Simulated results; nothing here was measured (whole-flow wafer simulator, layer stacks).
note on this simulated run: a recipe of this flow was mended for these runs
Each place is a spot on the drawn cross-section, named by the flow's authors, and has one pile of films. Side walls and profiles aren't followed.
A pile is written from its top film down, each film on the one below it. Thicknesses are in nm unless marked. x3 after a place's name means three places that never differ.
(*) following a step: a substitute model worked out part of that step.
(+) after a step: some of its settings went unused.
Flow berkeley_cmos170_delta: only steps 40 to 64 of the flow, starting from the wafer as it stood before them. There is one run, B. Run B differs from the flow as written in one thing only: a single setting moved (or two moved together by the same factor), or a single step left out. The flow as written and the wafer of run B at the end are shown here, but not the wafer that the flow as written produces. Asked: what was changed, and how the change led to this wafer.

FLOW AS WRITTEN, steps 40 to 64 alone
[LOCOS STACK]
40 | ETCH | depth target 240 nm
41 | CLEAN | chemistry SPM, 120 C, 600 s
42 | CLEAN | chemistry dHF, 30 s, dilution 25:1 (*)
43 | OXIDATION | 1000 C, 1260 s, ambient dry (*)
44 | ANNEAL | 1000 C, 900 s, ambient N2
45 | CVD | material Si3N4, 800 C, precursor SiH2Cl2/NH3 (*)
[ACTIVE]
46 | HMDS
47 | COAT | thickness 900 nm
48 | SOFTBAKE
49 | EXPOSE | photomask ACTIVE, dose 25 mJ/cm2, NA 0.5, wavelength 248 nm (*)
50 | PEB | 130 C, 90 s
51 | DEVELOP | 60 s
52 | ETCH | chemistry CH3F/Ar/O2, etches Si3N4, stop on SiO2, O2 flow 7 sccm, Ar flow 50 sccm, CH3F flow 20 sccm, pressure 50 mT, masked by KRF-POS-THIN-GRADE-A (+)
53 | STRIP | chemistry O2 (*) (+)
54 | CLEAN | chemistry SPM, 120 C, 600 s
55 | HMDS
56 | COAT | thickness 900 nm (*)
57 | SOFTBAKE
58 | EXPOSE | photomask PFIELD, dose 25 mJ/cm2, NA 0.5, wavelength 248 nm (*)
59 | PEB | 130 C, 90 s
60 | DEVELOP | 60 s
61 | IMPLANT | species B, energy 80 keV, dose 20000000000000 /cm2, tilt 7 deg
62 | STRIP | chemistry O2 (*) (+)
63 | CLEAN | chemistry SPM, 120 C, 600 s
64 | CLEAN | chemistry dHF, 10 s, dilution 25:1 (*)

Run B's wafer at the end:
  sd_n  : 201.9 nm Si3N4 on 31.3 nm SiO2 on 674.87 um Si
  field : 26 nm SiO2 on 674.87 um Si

Cause: step 43, OXIDATION: 1019 C was run, though the flow has 1000 C.

The path from the change to this, step by step:
  43 | OXIDATION | 1000 C, 1260 s, ambient dry (*)
      field, sd_n, spacer_n and 6 more: SiO2 gains 31.3 (new film), Si loses 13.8 (it would be, as written: SiO2 gains 26.6 (new film), Si loses 11.7)
